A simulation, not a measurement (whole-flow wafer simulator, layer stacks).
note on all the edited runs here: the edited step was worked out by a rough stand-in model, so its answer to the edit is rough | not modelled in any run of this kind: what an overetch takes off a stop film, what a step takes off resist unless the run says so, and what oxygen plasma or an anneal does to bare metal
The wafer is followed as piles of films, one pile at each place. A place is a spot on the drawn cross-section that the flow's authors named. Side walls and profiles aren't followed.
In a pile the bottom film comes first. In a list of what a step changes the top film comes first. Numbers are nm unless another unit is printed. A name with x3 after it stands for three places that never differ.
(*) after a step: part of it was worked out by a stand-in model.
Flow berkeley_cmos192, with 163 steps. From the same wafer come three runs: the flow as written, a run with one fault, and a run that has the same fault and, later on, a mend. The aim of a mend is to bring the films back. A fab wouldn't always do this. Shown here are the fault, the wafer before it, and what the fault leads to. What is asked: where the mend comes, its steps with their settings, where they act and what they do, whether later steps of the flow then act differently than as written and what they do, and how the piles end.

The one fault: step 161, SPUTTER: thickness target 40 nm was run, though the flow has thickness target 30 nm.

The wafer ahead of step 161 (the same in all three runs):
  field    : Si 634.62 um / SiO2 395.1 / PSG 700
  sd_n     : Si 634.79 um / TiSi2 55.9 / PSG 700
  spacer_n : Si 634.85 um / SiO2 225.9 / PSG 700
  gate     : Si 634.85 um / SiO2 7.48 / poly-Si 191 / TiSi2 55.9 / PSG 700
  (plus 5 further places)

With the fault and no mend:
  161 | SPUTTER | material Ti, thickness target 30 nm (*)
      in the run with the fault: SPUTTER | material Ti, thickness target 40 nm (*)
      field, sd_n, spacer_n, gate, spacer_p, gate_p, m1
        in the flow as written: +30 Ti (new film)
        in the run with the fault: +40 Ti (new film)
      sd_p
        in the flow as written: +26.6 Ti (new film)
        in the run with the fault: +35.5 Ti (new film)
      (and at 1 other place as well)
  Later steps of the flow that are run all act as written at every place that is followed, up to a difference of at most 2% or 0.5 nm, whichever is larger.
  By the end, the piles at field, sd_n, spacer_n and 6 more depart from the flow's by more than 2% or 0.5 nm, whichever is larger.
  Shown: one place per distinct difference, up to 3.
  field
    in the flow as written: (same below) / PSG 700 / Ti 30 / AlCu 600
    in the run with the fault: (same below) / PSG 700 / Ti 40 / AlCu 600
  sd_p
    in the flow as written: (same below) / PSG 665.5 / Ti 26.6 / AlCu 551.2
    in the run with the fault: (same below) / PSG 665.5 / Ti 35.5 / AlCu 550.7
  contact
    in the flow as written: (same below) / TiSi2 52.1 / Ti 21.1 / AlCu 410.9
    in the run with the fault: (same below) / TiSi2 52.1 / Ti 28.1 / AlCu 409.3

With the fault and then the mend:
  After step 161 comes the mend.
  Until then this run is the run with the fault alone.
  161a | ETCH | chemistry piranha, etches Ti, 120 C, 69 s (a further turn of the flow's step 148, with different settings)
      field, sd_n, spacer_n, gate, spacer_p, gate_p, m1
        -40 Ti (all of it)
      sd_p
        -35.5 Ti (all of it)
      contact
        -28.1 Ti (all of it), -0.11 TiSi2
  161b | SPUTTER | material Ti, thickness target 30 nm (*) (a further turn of the flow's step 161)
      field, sd_n, spacer_n, gate, spacer_p, gate_p, m1
        +30 Ti (new film)
      sd_p
        +26.6 Ti (new film)
      contact
        +21.1 Ti (new film)
  Later steps of the flow that are run all act as written at every place that is followed.
  At the end the piles are close to the flow's at the places that both follow, differing by at most 2% or 0.5 nm, whichever is larger.
